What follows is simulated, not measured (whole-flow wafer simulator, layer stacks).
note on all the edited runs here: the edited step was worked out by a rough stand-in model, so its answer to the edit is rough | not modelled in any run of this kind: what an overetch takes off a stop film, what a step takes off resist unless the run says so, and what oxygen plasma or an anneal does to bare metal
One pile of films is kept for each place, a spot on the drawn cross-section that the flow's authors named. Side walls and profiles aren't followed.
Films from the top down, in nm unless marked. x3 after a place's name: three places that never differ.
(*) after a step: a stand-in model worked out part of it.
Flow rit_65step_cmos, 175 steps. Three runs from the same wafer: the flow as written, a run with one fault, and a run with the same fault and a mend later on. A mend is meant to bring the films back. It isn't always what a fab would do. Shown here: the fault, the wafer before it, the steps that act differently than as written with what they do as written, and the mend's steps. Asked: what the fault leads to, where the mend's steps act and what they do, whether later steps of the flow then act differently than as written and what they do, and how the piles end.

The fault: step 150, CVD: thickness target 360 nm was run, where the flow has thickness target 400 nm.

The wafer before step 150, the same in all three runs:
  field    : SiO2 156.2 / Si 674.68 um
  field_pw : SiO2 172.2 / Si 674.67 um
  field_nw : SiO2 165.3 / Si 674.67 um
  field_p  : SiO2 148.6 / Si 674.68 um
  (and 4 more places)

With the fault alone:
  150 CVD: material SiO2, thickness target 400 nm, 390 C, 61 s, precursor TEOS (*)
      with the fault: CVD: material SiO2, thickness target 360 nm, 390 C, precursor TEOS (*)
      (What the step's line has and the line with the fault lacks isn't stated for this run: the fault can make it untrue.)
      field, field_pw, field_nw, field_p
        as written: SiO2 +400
        with the fault: SiO2 +360
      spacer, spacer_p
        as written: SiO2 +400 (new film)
        with the fault: SiO2 +360 (new film)
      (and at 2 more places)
  Later steps of the flow that act differently than as written (10 more steps differ only slightly, by at most 2% or 0.5 nm, whichever is larger, and aren't shown):
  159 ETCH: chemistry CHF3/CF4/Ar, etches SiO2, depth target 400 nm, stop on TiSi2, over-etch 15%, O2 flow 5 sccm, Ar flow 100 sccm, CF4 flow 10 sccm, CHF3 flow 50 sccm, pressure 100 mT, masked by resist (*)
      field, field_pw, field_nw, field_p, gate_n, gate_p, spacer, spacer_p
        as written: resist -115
        with the fault: resist -103.5
  At the end the piles differ from the flow's by more than 2% or 0.5 nm, whichever is larger, at field, field_pw, field_nw, field_p, gate_n, gate_p, spacer, spacer_p.
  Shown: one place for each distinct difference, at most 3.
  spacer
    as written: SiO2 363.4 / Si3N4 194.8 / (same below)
    with the fault: SiO2 323.4 / Si3N4 194.8 / (same below)
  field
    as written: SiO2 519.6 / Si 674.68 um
    with the fault: SiO2 479.6 / Si 674.68 um
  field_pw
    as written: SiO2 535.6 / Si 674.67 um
    with the fault: SiO2 495.6 / Si 674.67 um

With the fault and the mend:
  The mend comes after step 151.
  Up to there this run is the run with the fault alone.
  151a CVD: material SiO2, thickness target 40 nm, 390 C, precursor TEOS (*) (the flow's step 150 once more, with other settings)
      field, field_pw, field_nw, field_p, spacer, spacer_p
        SiO2 +40
      gate_n, gate_p
        SiO2 +39.4
  No later step of the flow acts differently than as written, at any place that is followed, by more than 2% or 0.5 nm, whichever is larger.
  At the end the piles differ from the flow's only slightly at the places that both follow, by at most 2% or 0.5 nm, whichever is larger.
